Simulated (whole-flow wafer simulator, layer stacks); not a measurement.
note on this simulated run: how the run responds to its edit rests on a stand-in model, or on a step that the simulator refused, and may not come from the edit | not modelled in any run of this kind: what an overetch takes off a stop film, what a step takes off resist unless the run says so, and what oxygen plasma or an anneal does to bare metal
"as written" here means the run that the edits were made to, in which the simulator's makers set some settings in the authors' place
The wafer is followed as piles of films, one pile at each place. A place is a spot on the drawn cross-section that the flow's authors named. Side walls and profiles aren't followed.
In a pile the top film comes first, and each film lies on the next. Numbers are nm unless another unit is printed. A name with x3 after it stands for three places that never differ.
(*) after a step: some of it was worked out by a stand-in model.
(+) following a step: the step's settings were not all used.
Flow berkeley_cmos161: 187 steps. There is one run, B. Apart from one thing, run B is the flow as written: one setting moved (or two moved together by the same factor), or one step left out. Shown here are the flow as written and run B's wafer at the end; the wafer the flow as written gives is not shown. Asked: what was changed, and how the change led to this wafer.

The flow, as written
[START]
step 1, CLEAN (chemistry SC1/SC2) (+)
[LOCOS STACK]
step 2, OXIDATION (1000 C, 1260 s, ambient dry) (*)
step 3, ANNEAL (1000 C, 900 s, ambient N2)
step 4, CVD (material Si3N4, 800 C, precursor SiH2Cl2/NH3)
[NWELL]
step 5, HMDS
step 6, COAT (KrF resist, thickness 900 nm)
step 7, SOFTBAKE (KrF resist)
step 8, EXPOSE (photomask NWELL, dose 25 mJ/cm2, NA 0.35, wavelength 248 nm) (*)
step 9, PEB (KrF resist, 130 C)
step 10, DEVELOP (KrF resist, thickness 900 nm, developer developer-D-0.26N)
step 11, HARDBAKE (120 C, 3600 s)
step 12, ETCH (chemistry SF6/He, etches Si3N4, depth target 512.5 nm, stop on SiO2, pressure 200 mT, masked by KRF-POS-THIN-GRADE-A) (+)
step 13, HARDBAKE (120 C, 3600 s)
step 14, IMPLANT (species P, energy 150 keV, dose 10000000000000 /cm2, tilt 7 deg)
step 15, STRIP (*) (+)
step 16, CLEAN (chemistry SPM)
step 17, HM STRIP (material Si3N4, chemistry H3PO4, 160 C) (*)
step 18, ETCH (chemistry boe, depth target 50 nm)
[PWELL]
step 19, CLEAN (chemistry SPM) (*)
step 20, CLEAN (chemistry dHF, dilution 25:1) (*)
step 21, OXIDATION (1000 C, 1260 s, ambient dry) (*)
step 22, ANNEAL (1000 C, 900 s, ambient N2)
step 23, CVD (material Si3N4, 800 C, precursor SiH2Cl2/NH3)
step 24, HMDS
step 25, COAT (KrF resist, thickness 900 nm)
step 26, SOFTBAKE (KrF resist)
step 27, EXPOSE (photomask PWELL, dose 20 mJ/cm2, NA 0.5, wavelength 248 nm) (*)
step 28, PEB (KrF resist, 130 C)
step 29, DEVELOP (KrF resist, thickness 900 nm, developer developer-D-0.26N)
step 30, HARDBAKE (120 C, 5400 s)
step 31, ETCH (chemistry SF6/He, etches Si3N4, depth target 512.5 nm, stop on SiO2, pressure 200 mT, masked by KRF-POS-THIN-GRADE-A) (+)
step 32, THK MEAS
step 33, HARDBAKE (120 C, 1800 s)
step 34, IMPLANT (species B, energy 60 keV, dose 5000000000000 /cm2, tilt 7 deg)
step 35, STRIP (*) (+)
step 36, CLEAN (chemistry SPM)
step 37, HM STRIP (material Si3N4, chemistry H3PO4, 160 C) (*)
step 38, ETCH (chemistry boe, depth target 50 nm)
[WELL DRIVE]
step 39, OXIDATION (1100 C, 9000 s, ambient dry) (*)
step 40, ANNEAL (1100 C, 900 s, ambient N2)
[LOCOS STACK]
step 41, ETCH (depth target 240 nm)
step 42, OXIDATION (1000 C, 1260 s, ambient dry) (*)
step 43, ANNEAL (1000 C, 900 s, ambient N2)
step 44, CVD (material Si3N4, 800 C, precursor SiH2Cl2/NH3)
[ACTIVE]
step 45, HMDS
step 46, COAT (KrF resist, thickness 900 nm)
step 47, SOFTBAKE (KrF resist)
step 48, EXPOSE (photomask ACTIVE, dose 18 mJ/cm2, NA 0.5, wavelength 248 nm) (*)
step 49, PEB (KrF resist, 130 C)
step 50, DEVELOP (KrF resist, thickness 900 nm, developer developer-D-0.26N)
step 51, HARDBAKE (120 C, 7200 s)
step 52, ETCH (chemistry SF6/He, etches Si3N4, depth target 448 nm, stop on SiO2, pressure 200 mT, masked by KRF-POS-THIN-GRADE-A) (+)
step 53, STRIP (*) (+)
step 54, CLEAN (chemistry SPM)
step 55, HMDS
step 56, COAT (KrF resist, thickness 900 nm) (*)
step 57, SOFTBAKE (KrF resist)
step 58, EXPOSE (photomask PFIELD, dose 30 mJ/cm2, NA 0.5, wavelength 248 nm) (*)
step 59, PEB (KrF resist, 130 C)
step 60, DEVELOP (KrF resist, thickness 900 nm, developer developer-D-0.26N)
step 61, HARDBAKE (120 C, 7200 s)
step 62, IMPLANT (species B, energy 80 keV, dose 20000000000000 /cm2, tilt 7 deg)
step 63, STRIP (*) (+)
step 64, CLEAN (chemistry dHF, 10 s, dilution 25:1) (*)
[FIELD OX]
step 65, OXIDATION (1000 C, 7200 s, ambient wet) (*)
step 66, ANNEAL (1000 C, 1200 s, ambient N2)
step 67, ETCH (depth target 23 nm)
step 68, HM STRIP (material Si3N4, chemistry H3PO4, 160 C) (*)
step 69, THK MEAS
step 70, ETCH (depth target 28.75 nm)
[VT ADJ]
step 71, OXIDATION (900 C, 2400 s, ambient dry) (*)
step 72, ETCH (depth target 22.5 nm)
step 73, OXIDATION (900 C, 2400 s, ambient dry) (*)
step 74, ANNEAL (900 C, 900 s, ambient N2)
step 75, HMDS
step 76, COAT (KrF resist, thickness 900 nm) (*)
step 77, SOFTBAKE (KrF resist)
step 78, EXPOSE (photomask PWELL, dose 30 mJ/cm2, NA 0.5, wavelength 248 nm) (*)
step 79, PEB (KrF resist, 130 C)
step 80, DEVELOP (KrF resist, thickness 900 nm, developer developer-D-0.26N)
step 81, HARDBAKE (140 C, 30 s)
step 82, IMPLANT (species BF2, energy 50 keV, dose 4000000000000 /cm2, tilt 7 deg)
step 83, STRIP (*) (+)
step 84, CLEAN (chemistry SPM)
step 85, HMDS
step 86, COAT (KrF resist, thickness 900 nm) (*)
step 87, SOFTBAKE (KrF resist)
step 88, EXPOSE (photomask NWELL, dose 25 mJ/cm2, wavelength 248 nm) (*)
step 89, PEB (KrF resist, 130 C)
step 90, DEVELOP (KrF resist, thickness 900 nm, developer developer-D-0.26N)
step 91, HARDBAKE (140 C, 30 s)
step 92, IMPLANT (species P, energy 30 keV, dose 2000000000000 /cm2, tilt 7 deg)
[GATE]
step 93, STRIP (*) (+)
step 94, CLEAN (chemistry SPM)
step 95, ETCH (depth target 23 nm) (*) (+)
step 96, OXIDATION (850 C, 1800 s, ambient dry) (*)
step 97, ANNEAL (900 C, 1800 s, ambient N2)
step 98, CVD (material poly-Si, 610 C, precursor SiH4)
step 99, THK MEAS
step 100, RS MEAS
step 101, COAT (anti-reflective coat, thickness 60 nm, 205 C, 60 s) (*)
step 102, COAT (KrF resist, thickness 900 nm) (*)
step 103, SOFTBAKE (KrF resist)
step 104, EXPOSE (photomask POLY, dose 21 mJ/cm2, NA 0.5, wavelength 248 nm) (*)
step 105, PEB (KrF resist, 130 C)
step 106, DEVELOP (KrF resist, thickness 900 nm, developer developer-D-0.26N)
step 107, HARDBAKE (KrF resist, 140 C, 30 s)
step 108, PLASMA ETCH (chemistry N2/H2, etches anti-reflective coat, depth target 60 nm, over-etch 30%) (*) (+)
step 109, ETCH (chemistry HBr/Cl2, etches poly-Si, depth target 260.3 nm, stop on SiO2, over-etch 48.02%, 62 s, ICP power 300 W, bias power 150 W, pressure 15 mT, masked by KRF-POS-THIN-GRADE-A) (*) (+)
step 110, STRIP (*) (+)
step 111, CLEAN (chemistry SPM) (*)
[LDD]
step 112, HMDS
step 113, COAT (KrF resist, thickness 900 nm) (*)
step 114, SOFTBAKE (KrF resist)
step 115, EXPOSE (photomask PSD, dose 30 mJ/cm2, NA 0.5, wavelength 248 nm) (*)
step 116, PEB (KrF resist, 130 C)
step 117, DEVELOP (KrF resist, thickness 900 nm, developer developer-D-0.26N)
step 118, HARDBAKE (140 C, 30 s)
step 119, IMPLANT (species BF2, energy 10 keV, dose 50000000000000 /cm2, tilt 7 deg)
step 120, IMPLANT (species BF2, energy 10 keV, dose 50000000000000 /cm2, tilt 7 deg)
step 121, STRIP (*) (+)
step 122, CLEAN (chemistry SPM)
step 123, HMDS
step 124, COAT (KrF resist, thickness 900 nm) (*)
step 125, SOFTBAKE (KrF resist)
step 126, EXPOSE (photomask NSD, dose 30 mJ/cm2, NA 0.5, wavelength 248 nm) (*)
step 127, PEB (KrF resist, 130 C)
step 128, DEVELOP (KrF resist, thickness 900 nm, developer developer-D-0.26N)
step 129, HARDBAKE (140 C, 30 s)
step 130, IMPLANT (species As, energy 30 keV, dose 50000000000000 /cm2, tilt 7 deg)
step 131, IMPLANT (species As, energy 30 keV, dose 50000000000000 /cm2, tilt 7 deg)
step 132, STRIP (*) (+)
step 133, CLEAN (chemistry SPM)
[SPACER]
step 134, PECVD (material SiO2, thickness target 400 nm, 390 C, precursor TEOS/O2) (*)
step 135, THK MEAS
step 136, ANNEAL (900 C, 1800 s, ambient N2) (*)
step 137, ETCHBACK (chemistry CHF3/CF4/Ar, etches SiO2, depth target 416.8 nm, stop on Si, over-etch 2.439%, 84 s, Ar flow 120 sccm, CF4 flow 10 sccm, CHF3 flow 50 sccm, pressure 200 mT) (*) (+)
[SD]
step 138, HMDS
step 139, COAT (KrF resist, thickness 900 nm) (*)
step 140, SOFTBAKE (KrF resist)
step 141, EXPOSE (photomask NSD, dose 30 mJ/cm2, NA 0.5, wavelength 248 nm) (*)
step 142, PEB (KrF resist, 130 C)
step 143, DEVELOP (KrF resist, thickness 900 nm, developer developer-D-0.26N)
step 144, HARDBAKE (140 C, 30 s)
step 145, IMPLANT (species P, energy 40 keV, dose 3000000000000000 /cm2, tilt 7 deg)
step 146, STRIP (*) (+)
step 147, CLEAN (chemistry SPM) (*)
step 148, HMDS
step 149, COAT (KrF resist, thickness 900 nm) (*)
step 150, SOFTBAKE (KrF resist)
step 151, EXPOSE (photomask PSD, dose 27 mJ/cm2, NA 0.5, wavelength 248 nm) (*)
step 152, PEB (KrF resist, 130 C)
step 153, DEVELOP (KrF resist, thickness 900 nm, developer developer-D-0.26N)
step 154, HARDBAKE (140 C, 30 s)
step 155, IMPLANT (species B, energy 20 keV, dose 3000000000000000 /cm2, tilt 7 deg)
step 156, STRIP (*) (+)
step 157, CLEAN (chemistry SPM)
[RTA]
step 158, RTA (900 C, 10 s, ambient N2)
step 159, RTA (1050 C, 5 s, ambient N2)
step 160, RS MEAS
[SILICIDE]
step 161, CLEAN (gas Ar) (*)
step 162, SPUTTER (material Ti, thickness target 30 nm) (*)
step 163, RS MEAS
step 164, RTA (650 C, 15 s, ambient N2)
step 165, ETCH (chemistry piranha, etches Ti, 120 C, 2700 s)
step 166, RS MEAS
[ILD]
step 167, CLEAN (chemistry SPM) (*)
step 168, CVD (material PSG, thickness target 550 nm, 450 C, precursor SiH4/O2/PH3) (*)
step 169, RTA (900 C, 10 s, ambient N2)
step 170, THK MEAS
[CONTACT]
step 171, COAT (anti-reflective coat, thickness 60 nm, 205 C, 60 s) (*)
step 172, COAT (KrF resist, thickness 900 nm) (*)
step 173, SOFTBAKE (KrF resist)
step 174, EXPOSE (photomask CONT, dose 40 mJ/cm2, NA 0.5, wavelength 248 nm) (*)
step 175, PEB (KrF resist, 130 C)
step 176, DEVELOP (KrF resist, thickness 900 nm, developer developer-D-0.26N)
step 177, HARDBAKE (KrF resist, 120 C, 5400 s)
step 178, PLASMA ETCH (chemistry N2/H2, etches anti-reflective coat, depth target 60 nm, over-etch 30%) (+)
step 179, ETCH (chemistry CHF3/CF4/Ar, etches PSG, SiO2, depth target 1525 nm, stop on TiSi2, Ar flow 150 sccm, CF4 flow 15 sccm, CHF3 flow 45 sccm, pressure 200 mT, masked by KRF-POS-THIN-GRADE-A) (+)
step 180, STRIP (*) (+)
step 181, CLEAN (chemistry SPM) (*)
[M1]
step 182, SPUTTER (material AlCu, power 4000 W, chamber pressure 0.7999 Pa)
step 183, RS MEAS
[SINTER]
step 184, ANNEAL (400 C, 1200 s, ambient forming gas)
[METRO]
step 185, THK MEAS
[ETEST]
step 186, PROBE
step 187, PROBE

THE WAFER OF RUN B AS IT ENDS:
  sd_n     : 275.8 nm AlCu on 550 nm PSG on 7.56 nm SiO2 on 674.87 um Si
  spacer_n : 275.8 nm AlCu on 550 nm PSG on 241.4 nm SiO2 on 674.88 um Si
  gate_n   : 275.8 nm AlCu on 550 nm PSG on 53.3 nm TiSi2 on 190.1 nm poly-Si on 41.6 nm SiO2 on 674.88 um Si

The reason: step 41, ETCH: depth target 110 nm was run, while the flow as written has depth target 240 nm.

Step by step, how the change led to this:
  step 41, ETCH (depth target 240 nm)
      field, sd_n, spacer_n and 6 more: SiO2 loses 110 (in the flow as written it would be: SiO2 loses 197.6 (all of it))
  step 42, OXIDATION (1000 C, 1260 s, ambient dry) (*)
      field, sd_n, spacer_n and 6 more: SiO2 gains 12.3, Si loses 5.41 (in the flow as written it would be: SiO2 gains 26.6 (new film), Si loses 11.7)
  step 65, OXIDATION (1000 C, 7200 s, ambient wet) (*)
      gate_n, gate_p, m1: SiO2 gains 12.1 (new film), Si3N4 loses 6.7, SiO2 gains 0.21, Si loses 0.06 (in the flow as written it would be: SiO2 gains 12.1 (new film), Si3N4 loses 6.7)
      spacer_n, spacer_p: SiO2 gains 12.1 (new film), Si3N4 loses 6.7, SiO2 gains 0.28, Si loses 0.11 (in the flow as written it would be: SiO2 gains 12.1 (new film), Si3N4 loses 6.7)
      (and at 4 other places as well)
  step 70, ETCH (depth target 28.75 nm)
      spacer_n, gate_n, spacer_p, gate_p, contact, m1: SiO2 loses 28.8 (in the flow as written it would be: SiO2 loses 24.8 (all of it))
      sd_n, sd_p: SiO2 loses 28.8 (in the flow as written it would be: SiO2 loses 25 (all of it))
  step 71, OXIDATION (900 C, 2400 s, ambient dry) (*)
      gate_n, gate_p, m1: SiO2 gains 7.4, Si loses 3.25 (in the flow as written it would be: SiO2 gains 14.9 (new film), Si loses 6.57)
      spacer_n, spacer_p: SiO2 gains 7.39, Si loses 3.25 (in the flow as written it would be: SiO2 gains 14.9 (new film), Si loses 6.57)
      (and at 3 other places as well)
  step 72, ETCH (depth target 22.5 nm)
      sd_n, spacer_n, gate_n, sd_p, spacer_p, gate_p, contact, m1: SiO2 loses 22.5 (in the flow as written it would be: SiO2 loses 14.9 (all of it))
  step 73, OXIDATION (900 C, 2400 s, ambient dry) (*)
      spacer_n, gate_n, spacer_p, gate_p, m1: SiO2 gains 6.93, Si loses 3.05 (in the flow as written it would be: SiO2 gains 14.9 (new film), Si loses 6.57)
      sd_n: SiO2 gains 6.56, Si loses 2.89 (in the flow as written it would be: SiO2 gains 14.9 (new film), Si loses 6.57)
      (and at 2 other places as well)
  step 95, ETCH (depth target 23 nm) (*) (+)
      sd_n, spacer_n, gate_n, sd_p, spacer_p, gate_p, contact, m1: SiO2 loses 23 (in the flow as written it would be: SiO2 loses 14.9 (all of it))
  step 96, OXIDATION (850 C, 1800 s, ambient dry) (*)
      spacer_n, gate_n, spacer_p, gate_p, m1: SiO2 gains 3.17, Si loses 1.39 (in the flow as written it would be: SiO2 gains 7.48 (new film), Si loses 3.29)
      sd_n: SiO2 gains 2.88, Si loses 1.27 (in the flow as written it would be: SiO2 gains 7.48 (new film), Si loses 3.29)
      (and at 2 other places as well)
  step 101, COAT (anti-reflective coat, thickness 60 nm, 205 C, 60 s) (*)
      sd_n: anti-reflective coat gains 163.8 (new film) (in the flow as written it would be: anti-reflective coat gains 173.5 (new film))
      spacer_n: anti-reflective coat gains 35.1 (new film) (in the flow as written it would be: anti-reflective coat gains 28.7 (new film))
      (and at 4 other places as well)
  step 108, PLASMA ETCH (chemistry N2/H2, etches anti-reflective coat, depth target 60 nm, over-etch 30%) (*) (+)
      sd_n: anti-reflective coat loses 163.8 (all of it), poly-Si loses 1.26 (in the flow as written it would be: anti-reflective coat loses 173.5 (all of it), poly-Si loses 1.33)
      spacer_n: anti-reflective coat loses 35.1 (all of it), poly-Si loses 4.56 (in the flow as written it would be: anti-reflective coat loses 28.7 (all of it), poly-Si loses 5.05)
      (and at 2 other places as well)
  step 110, STRIP (*) (+)
      gate_n: chemical SiO2 gains 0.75 (new film), KrF resist loses 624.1 (all of it), anti-reflective coat loses 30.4 (all of it), poly-Si loses 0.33 (in the flow as written it would be: chemical SiO2 gains 0.75 (new film), KrF resist loses 626.8 (all of it), anti-reflective coat loses 23.7 (all of it), poly-Si loses 0.33)
      gate_p: chemical SiO2 gains 0.75 (new film), KrF resist loses 596.9 (all of it), anti-reflective coat loses 35.1 (all of it), poly-Si loses 0.33 (in the flow as written it would be: chemical SiO2 gains 0.75 (new film), KrF resist loses 598.2 (all of it), anti-reflective coat loses 27.9 (all of it), poly-Si loses 0.33)
  step 137, ETCHBACK (chemistry CHF3/CF4/Ar, etches SiO2, depth target 416.8 nm, stop on Si, over-etch 2.439%, 84 s, Ar flow 120 sccm, CF4 flow 10 sccm, CHF3 flow 50 sccm, pressure 200 mT) (*) (+)
      sd_n: SiO2 loses 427 (in the flow as written it would be: SiO2 loses 387.9 (all of it))
      sd_p: SiO2 loses 426.1 (all of it) (in the flow as written it would be: SiO2 loses 373.4 (all of it))
      (and at 2 other places as well)
  step 139, COAT (KrF resist, thickness 900 nm) (*)
      sd_p: KrF resist gains 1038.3 (new film) (in the flow as written it would be: KrF resist gains 1012.1 (new film))
  step 144, HARDBAKE (140 C, 30 s)
      sd_p: KrF resist loses 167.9 (in the flow as written it would be: KrF resist loses 163.7)
  step 146, STRIP (*) (+)
      sd_n: nothing (in the flow as written it would be: chemical SiO2 gains 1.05 (new film), Si loses 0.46)
      sd_p: chemical SiO2 gains 0.8 (new film), KrF resist loses 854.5 (all of it), Si loses 0.35 (in the flow as written it would be: chemical SiO2 gains 0.8 (new film), KrF resist loses 832.5 (all of it), Si loses 0.35)
      (and at 1 other place as well)
  ... another 10 steps ...
  step 182, SPUTTER (material AlCu, power 4000 W, chamber pressure 0.7999 Pa)
      sd_p: AlCu gains 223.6 (new film) (in the flow as written it would be: AlCu gains 234.7 (new film))
